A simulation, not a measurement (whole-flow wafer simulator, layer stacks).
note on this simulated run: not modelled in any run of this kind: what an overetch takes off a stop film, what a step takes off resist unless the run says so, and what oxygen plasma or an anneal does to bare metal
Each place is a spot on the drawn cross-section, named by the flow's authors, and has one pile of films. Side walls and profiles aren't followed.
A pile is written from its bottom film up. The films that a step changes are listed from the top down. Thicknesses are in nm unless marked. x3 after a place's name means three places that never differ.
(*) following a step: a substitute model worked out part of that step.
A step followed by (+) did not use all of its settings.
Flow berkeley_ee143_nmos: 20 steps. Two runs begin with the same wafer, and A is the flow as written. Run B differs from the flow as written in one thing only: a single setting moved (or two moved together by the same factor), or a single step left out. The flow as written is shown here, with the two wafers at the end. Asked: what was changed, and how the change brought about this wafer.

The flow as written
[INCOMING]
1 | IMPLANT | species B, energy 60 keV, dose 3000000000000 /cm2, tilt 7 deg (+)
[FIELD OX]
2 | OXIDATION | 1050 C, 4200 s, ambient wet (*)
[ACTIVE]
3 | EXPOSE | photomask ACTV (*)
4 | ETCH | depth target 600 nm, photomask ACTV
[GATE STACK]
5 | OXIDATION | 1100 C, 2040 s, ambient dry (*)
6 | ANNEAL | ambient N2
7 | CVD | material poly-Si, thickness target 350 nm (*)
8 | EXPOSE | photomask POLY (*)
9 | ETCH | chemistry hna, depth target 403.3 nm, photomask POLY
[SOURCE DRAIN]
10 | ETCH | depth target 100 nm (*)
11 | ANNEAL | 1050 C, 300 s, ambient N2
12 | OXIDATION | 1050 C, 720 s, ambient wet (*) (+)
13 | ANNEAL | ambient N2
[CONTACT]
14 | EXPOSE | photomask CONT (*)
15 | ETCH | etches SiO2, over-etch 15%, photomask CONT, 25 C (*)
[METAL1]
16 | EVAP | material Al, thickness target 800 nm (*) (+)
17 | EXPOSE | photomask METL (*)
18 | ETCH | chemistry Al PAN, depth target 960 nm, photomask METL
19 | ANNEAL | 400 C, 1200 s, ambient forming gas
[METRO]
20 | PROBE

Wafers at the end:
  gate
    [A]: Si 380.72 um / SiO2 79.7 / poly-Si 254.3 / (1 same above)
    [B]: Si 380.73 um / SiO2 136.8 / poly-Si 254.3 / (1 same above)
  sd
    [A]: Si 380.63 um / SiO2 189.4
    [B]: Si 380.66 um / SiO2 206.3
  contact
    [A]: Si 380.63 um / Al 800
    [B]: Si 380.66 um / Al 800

The reason: step 4, ETCH: depth target 468 nm was run, while the flow as written has depth target 600 nm.

How this came from the change, step by step:
  4 | ETCH | depth target 600 nm, photomask ACTV
      gate, sd, contact: A -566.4 SiO2 (all of it) | B -468 SiO2
  5 | OXIDATION | 1100 C, 2040 s, ambient dry (*)
      gate, sd, contact: A +79.7 SiO2 (new film), -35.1 Si | B +38.4 SiO2, -16.9 Si
  10 | ETCH | depth target 100 nm (*)
      sd, contact: A -79.7 SiO2 (all of it) | B -100 SiO2
  12 | OXIDATION | 1050 C, 720 s, ambient wet (*) (+)
      sd, contact: A +189.4 SiO2 (new film), -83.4 Si | B +169.5 SiO2, -74.6 Si
  15 | ETCH | etches SiO2, over-etch 15%, photomask CONT, 25 C (*)
      contact: A -189.4 SiO2 (all of it) | B -206.3 SiO2 (all of it)
